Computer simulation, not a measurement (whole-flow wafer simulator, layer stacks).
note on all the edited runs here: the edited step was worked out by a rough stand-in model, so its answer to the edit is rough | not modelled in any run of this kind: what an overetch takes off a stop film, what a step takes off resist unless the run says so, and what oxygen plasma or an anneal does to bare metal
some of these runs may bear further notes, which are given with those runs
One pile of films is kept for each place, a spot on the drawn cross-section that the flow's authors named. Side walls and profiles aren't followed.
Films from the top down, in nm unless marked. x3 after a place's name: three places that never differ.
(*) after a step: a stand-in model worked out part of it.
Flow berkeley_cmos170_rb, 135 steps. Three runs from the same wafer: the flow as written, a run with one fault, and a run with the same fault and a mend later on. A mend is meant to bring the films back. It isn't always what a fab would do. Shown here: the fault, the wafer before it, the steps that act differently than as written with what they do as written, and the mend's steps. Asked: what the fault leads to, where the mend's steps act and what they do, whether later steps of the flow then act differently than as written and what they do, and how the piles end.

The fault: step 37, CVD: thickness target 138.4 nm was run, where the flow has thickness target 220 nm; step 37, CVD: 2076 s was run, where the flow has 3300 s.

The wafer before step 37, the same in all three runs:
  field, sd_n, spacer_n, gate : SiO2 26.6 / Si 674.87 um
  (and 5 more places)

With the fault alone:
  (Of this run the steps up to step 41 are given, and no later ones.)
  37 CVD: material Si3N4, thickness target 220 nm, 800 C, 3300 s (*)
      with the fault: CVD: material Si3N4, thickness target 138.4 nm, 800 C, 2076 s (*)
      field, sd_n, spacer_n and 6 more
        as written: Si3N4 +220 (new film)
        with the fault: Si3N4 +138.4 (new film)
  No later step of the flow up to step 41 acts differently than as written at any place that is followed.
  After step 41 the piles differ from the flow's by more than 2% or 0.5 nm, whichever is larger, at field, sd_n, spacer_n and 6 more.
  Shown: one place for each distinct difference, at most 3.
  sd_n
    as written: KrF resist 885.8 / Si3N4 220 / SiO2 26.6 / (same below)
    with the fault: KrF resist 885.8 / Si3N4 138.4 / SiO2 26.6 / (same below)
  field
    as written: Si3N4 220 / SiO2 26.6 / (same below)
    with the fault: Si3N4 138.4 / SiO2 26.6 / (same below)

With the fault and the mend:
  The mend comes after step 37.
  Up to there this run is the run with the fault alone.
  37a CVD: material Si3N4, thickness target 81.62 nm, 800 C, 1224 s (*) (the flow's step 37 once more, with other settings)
      field, sd_n, spacer_n and 6 more
        Si3N4 +81.6
  No later step of the flow acts differently than as written, at any place that is followed, by more than 2% or 0.5 nm, whichever is larger.
  At the end the piles are the same as the flow's at every place that both follow.
